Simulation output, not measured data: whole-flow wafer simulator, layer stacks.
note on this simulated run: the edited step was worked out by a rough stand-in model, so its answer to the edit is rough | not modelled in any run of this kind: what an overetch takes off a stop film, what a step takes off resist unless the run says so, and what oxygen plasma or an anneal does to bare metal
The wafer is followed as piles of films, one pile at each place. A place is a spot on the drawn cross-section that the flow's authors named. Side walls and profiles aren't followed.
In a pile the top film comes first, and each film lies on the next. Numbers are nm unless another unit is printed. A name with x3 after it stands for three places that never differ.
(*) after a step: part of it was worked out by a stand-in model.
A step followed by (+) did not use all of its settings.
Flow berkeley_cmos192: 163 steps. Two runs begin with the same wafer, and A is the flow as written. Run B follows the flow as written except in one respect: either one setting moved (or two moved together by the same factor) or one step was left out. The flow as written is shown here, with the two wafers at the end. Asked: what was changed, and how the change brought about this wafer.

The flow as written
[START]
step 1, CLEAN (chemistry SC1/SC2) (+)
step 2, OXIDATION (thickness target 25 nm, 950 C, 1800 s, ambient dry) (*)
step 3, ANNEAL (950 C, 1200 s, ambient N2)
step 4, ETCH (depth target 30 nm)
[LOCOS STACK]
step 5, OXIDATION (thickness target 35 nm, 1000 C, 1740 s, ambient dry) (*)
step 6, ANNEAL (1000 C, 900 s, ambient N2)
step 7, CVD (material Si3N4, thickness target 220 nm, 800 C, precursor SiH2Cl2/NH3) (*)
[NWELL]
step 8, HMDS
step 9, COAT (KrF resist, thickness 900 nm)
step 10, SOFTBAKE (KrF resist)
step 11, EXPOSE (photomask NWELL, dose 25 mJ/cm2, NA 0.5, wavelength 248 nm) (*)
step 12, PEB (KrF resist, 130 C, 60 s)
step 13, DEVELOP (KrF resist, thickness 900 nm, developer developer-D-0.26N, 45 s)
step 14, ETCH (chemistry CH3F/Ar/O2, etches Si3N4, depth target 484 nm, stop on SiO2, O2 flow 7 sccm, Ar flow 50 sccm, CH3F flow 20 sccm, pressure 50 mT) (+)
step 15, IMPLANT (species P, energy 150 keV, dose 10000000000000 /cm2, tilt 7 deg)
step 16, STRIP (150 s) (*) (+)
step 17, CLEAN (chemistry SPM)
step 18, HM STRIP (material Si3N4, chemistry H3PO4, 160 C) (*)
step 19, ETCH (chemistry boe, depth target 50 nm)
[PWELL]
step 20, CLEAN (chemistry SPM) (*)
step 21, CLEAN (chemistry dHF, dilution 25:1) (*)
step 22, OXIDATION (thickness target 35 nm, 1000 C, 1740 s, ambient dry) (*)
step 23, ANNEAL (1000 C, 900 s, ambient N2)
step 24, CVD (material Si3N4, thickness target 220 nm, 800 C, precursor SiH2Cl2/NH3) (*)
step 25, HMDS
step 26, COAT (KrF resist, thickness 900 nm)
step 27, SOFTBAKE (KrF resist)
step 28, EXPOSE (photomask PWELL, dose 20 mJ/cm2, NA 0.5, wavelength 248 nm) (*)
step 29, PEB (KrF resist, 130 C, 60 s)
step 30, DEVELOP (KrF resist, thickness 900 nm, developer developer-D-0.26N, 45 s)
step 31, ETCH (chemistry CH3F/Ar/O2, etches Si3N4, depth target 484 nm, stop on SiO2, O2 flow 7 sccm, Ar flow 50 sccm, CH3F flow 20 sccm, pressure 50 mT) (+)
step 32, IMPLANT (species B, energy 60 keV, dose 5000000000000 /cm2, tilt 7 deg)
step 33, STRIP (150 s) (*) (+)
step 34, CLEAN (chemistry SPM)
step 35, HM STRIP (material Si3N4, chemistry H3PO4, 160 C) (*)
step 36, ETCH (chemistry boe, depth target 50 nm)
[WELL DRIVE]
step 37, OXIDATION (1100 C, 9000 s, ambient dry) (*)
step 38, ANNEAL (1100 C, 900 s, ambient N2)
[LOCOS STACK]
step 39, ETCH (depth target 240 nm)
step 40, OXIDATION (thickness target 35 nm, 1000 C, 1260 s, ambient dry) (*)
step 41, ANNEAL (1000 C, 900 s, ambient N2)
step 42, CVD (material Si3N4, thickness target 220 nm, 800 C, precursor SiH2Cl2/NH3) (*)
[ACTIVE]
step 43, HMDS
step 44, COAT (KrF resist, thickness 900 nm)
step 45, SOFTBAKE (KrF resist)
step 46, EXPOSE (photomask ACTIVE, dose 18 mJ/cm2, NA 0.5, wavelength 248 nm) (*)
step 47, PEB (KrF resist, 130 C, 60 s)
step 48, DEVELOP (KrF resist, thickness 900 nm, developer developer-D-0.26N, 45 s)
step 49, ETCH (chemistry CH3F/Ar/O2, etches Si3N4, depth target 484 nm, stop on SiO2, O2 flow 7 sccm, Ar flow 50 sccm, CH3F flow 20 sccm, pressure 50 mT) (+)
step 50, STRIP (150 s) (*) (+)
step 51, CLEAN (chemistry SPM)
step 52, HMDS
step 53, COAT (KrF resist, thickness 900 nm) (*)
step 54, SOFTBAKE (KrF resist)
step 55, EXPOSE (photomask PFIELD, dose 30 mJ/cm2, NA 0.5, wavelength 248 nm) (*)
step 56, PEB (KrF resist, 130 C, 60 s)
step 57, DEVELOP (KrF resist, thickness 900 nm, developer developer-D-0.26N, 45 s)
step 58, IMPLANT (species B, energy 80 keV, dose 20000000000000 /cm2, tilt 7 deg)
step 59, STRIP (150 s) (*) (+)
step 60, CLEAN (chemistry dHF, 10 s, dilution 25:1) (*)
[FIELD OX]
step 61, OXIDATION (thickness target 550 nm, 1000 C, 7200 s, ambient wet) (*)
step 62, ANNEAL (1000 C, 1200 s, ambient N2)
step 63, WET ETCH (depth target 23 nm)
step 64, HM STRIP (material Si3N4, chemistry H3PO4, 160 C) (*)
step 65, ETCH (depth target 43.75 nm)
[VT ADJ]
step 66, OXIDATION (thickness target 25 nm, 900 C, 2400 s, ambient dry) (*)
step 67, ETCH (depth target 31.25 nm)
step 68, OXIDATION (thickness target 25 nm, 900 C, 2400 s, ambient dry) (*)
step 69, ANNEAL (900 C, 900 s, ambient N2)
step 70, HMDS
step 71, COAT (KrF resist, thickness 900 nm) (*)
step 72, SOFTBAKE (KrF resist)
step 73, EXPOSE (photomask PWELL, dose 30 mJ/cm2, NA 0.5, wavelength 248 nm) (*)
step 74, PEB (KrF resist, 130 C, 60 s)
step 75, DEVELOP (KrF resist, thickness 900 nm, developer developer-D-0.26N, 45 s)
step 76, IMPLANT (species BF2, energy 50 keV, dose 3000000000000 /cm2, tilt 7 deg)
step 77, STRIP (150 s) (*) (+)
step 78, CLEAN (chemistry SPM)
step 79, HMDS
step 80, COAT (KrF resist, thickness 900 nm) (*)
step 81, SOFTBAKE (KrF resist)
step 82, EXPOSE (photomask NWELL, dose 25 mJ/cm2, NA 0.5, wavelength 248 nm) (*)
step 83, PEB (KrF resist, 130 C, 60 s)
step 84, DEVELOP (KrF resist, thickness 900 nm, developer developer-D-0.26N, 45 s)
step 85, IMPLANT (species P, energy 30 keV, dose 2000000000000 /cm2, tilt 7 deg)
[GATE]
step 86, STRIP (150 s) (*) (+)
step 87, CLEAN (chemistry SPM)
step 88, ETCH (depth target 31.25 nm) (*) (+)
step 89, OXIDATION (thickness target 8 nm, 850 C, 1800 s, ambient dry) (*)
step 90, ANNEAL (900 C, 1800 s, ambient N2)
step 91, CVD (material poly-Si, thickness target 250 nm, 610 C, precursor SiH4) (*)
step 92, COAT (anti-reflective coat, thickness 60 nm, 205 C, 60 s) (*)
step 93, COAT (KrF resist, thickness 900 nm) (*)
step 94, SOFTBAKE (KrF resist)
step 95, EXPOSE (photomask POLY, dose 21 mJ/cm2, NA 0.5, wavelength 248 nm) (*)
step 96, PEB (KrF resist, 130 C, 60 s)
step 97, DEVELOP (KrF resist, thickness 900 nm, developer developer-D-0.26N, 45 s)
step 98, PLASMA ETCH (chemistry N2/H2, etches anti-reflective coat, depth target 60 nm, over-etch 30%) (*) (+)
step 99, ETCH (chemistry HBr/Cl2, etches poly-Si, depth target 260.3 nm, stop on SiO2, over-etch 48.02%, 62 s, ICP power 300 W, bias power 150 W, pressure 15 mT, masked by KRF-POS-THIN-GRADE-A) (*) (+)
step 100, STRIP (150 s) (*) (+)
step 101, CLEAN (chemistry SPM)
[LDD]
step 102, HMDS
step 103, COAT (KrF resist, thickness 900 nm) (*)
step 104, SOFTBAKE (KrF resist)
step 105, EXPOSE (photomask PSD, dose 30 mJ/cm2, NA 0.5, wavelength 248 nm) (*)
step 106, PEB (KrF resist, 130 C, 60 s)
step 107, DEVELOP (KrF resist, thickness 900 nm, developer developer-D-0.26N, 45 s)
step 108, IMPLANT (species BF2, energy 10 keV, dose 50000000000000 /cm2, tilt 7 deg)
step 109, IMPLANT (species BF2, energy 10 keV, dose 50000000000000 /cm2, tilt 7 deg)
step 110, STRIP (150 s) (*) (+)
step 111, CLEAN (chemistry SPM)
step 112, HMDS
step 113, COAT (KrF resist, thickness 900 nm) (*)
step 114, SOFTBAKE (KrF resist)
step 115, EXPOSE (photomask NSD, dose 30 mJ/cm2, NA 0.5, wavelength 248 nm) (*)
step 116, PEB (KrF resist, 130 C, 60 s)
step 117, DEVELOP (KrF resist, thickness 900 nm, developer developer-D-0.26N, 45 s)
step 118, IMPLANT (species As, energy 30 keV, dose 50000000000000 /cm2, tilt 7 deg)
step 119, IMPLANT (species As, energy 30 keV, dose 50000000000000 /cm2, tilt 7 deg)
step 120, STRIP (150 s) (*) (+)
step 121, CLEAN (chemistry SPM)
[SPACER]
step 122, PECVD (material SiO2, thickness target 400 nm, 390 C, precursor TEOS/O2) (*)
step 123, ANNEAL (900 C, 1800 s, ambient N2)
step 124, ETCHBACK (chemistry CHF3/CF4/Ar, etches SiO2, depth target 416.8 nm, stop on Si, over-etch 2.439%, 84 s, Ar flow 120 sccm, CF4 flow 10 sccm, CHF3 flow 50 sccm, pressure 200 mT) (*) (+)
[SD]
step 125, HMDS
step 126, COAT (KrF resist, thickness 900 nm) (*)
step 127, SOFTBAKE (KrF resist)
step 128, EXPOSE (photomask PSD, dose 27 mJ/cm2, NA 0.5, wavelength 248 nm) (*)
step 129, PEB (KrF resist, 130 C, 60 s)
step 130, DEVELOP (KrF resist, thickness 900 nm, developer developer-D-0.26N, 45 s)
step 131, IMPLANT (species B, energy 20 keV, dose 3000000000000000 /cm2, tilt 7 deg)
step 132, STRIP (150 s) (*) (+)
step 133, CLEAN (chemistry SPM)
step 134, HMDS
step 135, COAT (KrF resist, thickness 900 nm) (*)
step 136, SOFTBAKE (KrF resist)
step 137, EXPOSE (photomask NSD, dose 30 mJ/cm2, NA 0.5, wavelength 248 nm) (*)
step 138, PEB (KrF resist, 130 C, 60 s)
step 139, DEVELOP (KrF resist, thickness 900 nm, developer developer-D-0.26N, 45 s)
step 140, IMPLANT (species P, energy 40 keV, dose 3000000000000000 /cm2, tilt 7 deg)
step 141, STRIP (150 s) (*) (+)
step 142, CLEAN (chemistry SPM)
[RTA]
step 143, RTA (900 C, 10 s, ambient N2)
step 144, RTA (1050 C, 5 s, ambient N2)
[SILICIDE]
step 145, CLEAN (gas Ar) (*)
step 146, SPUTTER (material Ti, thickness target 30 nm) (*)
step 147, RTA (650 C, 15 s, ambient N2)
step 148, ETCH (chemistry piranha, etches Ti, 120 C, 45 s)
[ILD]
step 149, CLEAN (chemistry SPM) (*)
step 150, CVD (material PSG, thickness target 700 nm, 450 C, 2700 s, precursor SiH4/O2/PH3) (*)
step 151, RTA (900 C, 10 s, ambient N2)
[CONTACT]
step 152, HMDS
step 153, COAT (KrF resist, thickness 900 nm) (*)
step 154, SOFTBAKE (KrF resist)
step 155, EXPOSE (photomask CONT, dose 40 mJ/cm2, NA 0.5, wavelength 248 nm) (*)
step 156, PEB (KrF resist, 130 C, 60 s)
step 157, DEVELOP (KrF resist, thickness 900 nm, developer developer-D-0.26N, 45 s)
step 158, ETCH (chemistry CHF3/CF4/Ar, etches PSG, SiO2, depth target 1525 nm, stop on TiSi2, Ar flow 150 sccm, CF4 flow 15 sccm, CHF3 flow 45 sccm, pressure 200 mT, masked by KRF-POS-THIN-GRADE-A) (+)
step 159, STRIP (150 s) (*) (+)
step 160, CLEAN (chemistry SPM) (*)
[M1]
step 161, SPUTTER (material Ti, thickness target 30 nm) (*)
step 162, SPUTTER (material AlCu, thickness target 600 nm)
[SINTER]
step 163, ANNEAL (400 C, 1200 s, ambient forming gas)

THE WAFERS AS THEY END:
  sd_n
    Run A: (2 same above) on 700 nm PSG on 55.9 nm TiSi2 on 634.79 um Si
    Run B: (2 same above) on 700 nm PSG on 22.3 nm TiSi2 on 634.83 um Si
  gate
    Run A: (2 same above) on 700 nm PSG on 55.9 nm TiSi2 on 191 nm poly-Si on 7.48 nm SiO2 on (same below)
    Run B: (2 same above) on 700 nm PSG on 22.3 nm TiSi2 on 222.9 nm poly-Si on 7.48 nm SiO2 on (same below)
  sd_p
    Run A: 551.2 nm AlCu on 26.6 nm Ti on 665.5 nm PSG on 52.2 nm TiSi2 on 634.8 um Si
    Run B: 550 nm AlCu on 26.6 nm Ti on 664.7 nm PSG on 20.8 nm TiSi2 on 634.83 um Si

The reason: step 146, SPUTTER: thickness target 12 nm was run, though the flow has thickness target 30 nm.

Step by step, how the change led to this:
  step 146, SPUTTER (material Ti, thickness target 30 nm) (*)
      field, sd_n, spacer_n, gate, spacer_p, gate_p, contact, m1: A +30 Ti (new film) | B +12 Ti (new film)
      sd_p: A +28 Ti (new film) | B +11.2 Ti (new film)
  step 147, RTA (650 C, 15 s, ambient N2)
      sd_n, contact, m1: A -23.4 Ti, +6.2 TiSi first (new film), +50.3 TiSi2 C49 (new film), -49 Si | B -9.36 Ti, +23.8 TiSi2 C49 (new film), -21.2 Si
      gate, gate_p: A -23.4 Ti, +6.2 TiSi first (new film), +50.3 TiSi2 C49 (new film), -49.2 poly-Si | B -9.36 Ti, +23.8 TiSi2 C49 (new film), -21.3 poly-Si
      (and at 1 other place as well)
  step 148, ETCH (chemistry piranha, etches Ti, 120 C, 45 s)
      sd_n, gate, gate_p, contact, m1: A -6.6 Ti (all of it), -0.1 TiSi first | B -2.64 Ti (all of it), -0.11 TiSi2 C49
      sd_p: A -6.17 Ti (all of it), -0.1 TiSi first | B -2.46 Ti (all of it), -0.11 TiSi2 C49
      (and at 3 other places as well)
  step 151, RTA (900 C, 10 s, ambient N2)
      sd_n, contact, m1: A under 1 film: +55.9 TiSi2 (new film), -6.09 TiSi first (all of it), -50.3 TiSi2 C49 (all of it), -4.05 Si | B under 1 film: +22.3 TiSi2 (new film), -23.7 TiSi2 C49 (all of it)
      gate, gate_p: A under 1 film: +55.9 TiSi2 (new film), -6.09 TiSi first (all of it), -50.3 TiSi2 C49 (all of it), -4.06 poly-Si | B under 1 film: +22.3 TiSi2 (new film), -23.7 TiSi2 C49 (all of it)
      (and at 1 other place as well)
